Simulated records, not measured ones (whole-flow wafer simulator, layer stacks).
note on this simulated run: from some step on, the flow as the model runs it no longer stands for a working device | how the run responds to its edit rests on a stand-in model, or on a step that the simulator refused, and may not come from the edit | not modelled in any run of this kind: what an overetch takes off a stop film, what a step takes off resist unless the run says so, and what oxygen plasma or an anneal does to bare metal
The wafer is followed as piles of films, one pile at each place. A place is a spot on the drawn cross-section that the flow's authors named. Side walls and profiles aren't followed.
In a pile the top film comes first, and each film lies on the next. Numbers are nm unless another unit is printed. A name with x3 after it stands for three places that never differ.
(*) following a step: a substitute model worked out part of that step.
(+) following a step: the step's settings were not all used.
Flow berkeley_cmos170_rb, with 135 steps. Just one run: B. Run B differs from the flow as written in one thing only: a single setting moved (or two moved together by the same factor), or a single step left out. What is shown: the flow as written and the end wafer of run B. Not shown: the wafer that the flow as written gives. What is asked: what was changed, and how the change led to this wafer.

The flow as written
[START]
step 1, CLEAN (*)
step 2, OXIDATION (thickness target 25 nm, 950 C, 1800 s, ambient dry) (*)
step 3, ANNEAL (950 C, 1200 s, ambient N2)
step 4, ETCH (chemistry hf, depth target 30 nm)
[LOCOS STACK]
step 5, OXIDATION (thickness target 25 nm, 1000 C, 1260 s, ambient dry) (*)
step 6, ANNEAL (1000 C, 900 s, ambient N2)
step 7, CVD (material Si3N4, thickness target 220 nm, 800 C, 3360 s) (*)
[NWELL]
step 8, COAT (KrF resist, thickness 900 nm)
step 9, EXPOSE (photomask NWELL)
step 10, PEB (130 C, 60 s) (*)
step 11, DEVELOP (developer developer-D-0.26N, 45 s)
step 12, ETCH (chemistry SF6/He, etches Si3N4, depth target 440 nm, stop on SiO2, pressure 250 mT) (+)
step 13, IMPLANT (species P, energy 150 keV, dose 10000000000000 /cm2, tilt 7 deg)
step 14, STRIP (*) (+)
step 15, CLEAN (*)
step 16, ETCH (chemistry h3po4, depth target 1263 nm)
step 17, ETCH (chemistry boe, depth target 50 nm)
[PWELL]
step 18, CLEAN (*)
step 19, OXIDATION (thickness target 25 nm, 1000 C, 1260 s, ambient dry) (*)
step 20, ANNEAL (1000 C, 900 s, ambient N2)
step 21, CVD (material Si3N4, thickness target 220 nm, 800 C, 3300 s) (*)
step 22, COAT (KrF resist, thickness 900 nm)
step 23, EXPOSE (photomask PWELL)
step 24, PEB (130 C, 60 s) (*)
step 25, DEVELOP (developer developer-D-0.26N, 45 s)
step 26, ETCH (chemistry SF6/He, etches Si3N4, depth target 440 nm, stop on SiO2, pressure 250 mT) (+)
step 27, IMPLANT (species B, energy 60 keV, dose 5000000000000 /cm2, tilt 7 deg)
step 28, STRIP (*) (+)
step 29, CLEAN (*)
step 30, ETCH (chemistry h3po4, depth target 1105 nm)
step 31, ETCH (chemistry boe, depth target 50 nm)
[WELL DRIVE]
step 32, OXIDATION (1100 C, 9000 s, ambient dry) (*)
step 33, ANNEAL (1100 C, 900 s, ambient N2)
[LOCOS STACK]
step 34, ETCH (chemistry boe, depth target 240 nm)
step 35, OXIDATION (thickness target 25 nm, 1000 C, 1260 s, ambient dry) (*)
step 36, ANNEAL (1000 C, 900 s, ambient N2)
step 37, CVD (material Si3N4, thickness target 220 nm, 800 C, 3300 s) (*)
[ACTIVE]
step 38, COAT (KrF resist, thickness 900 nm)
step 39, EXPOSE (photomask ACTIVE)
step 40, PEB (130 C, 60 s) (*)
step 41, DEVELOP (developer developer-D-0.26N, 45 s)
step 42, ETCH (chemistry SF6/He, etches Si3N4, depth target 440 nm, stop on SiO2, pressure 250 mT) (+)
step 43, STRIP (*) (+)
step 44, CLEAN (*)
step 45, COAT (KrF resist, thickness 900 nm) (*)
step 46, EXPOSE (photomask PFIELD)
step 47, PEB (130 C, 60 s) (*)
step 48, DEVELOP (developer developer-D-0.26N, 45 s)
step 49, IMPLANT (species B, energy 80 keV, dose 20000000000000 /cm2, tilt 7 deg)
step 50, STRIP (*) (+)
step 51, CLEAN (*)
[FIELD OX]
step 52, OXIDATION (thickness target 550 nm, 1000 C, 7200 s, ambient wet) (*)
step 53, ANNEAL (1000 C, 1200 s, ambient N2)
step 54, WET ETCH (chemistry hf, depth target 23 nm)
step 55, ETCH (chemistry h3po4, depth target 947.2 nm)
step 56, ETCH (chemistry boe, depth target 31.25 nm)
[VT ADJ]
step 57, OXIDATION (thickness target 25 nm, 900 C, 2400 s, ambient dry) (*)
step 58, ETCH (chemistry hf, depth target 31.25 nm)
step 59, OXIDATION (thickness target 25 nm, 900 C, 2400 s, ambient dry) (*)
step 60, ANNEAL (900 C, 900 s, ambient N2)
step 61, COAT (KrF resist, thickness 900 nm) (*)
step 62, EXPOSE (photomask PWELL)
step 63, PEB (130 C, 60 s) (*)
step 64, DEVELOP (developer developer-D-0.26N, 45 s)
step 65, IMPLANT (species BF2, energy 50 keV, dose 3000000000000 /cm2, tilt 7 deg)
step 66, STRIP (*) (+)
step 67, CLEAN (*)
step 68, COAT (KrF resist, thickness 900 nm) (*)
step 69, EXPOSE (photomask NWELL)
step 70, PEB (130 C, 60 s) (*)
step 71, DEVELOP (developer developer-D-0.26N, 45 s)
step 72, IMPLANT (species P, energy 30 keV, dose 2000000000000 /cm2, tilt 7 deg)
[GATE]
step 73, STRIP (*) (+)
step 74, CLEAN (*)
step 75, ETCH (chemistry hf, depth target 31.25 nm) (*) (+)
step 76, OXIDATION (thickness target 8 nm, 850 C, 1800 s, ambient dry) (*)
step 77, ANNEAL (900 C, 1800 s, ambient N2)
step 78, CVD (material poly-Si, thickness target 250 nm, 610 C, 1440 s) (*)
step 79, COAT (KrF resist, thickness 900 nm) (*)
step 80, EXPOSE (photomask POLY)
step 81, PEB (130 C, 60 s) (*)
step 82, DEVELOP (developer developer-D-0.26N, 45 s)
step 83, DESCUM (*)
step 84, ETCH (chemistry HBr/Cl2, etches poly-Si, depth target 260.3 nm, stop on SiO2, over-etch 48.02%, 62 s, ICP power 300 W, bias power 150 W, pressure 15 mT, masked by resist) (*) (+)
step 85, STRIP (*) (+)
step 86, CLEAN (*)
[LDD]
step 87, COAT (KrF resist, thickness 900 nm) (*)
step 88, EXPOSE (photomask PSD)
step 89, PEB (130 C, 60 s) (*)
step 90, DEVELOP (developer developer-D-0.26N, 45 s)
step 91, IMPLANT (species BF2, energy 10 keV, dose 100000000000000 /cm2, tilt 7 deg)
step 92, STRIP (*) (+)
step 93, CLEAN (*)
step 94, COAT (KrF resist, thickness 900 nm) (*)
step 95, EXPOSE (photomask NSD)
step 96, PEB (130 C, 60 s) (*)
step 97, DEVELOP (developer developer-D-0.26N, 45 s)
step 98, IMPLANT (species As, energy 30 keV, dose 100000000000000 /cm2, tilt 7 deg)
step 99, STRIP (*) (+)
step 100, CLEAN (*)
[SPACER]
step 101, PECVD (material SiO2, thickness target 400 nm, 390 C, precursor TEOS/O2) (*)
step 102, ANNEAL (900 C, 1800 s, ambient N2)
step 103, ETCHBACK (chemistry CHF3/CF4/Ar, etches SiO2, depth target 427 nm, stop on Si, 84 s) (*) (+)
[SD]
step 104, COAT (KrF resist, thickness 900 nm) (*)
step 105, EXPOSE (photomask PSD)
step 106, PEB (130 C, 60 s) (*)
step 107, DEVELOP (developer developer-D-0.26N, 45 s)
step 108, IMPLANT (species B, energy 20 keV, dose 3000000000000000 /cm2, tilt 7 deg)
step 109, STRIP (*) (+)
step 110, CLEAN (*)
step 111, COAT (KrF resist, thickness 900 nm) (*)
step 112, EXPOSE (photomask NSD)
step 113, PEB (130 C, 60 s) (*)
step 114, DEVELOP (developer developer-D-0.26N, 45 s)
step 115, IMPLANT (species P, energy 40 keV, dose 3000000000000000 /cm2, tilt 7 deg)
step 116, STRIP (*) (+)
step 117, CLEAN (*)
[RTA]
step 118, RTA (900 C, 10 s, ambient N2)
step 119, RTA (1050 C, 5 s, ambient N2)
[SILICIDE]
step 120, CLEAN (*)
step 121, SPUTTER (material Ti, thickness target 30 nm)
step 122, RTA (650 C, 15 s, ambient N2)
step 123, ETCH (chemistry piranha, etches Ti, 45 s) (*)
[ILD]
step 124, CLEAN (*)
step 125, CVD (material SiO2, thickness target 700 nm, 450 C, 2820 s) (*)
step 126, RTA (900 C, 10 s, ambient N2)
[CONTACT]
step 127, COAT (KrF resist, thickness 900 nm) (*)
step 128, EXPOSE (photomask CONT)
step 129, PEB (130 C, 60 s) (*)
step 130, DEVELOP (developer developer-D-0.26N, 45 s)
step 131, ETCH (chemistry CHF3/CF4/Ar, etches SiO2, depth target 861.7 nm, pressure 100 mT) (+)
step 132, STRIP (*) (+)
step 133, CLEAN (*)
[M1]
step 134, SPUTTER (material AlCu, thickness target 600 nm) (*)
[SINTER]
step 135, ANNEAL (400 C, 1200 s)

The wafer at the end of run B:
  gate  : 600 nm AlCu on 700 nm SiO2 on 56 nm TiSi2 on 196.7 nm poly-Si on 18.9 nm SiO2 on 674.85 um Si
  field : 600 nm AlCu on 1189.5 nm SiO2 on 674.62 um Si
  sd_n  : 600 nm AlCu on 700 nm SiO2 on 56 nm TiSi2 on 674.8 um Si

The reason: step 75, ETCH: chemistry hf, depth target 31.25 nm (*) (+), was not run.

How this came from the change, step by step:
  step 76, OXIDATION (thickness target 8 nm, 850 C, 1800 s, ambient dry) (*)
      sd_n, spacer_n, gate, sd_p, spacer_p, gate_p, contact, m1: +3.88 SiO2, -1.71 Si (as written it would have been: +7.53 SiO2 (new film), -3.31 Si)
  step 103, ETCHBACK (chemistry CHF3/CF4/Ar, etches SiO2, depth target 427 nm, stop on Si, 84 s) (*) (+)
      sd_n, contact, m1: -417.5 SiO2 (all of it) (as written it would have been: -406.1 SiO2 (all of it))
      sd_p: -397.6 SiO2 (all of it) (as written it would have been: -388.4 SiO2 (all of it))
  step 104, COAT (KrF resist, thickness 900 nm) (*)
      sd_n: +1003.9 KrF resist (new film) (as written it would have been: +982.1 KrF resist (new film))
  step 109, STRIP (*) (+)
      sd_n: -989.7 KrF resist (all of it) (as written it would have been: -967.9 KrF resist (all of it))
  step 111, COAT (KrF resist, thickness 900 nm) (*)
      sd_n: +1003.9 KrF resist (new film) (as written it would have been: +982.1 KrF resist (new film))
  step 114, DEVELOP (developer developer-D-0.26N, 45 s)
      sd_n: -1003.9 KrF resist (all of it) (as written it would have been: -982.1 KrF resist (all of it))
  step 121, SPUTTER (material Ti, thickness target 30 nm)
      sd_p: +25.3 Ti (new film) (as written it would have been: +27.1 Ti (new film))
  step 122, RTA (650 C, 15 s, ambient N2)
      sd_p: -19.7 Ti, +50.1 TiSi2 C49 (new film), -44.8 Si (as written it would have been: -21.1 Ti, +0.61 TiSi first (new film), +52.9 TiSi2 C49 (new film), -47.6 Si)
  step 126, RTA (900 C, 10 s, ambient N2)
      sd_p: under 1 film: +47.2 TiSi2 (new film), -50.1 TiSi2 C49 (all of it) (as written it would have been: under 1 film: +50.7 TiSi2 (new film), -0.61 TiSi first (all of it), -52.9 TiSi2 C49 (all of it), -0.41 Si)
  step 132, STRIP (*) (+)
      field: -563 KrF resist (all of it) (as written it would have been: -575.3 KrF resist (all of it))
      sd_n: -796.4 KrF resist (all of it) (as written it would have been: -780.4 KrF resist (all of it))
      (as well as at 1 more place)
